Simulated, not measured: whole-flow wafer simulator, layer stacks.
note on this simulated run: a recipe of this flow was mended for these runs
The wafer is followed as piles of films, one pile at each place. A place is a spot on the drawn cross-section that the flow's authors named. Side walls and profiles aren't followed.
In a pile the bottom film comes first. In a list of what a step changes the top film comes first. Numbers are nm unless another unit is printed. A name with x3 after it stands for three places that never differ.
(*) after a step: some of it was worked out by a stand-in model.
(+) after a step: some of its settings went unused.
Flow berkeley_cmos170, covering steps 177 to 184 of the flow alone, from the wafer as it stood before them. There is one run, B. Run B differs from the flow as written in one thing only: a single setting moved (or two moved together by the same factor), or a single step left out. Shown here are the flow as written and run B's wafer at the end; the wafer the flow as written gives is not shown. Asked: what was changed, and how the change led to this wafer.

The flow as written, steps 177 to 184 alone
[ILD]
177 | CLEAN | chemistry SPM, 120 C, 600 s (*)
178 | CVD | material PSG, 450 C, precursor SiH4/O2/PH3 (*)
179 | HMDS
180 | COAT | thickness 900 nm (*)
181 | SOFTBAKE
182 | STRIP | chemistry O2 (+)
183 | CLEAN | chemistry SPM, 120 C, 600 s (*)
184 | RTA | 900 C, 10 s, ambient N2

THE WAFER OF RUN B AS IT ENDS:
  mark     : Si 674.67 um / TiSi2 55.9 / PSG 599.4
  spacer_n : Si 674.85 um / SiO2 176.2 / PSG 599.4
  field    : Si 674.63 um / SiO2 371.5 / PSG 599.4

The reason: step 178, CVD: 427 C was run, whereas the flow has 450 C.

How this came from the change, step by step:
  178 | CVD | material PSG, 450 C, precursor SiH4/O2/PH3 (*)
      field, mark, sd_n and 10 more: PSG gains 599.4 (new film) (in the flow as written it would be: PSG gains 700 (new film))
